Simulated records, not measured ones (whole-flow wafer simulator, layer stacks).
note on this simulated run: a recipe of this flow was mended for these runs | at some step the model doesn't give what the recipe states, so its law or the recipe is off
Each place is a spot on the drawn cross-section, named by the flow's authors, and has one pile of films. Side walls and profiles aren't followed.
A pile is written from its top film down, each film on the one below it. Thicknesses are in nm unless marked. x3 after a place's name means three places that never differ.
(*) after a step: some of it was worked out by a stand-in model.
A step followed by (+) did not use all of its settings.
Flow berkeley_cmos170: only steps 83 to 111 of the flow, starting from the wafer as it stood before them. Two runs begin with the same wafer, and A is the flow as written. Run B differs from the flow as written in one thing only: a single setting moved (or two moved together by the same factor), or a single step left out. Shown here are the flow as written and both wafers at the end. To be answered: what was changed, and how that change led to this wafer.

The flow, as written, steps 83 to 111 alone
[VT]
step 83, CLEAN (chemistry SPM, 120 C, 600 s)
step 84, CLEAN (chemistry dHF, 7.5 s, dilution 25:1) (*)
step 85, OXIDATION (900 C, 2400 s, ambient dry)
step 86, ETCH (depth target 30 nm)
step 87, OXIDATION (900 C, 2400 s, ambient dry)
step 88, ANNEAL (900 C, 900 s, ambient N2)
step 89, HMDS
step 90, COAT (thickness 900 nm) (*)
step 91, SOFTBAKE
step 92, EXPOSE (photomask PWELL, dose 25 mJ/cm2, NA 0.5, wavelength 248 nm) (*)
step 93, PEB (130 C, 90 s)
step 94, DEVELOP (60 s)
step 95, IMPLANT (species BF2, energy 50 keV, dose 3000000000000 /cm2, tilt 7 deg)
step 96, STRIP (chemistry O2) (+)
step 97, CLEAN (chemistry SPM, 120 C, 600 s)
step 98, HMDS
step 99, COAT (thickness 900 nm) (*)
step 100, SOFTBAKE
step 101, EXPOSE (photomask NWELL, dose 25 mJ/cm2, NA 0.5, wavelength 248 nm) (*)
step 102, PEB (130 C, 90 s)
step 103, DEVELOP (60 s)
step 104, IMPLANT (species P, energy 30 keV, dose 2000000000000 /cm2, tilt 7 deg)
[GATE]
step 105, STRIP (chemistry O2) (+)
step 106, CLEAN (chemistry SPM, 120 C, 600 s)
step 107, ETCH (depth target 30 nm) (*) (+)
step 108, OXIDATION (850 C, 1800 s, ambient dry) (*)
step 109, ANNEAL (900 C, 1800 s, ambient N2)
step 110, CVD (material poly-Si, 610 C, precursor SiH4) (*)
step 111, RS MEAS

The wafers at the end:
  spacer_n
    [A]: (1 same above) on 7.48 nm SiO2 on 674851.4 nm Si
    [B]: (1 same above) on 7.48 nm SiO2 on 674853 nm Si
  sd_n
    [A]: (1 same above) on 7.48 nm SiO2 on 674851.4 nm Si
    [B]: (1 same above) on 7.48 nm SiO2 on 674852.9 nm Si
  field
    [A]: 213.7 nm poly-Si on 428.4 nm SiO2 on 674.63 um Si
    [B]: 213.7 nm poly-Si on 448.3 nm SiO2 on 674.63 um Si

What caused this: step 86, ETCH: depth target 10 nm was run, whereas the flow has depth target 30 nm.

How this came from the change, step by step:
  step 86, ETCH (depth target 30 nm)
      mark, sd_n, spacer_n and 9 more: A SiO2 loses 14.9 (all of it) | B SiO2 loses 10
      field: A SiO2 loses 30 | B SiO2 loses 10
  step 87, OXIDATION (900 C, 2400 s, ambient dry)
      mark, sd_n, spacer_n and 9 more: A SiO2 gains 14.9 (new film), Si loses 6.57 | B SiO2 gains 11.4, Si loses 5.01
  step 107, ETCH (depth target 30 nm) (*) (+)
      mark, sd_n, spacer_n and 9 more: A SiO2 loses 14.9 (all of it) | B SiO2 loses 16.3 (all of it)
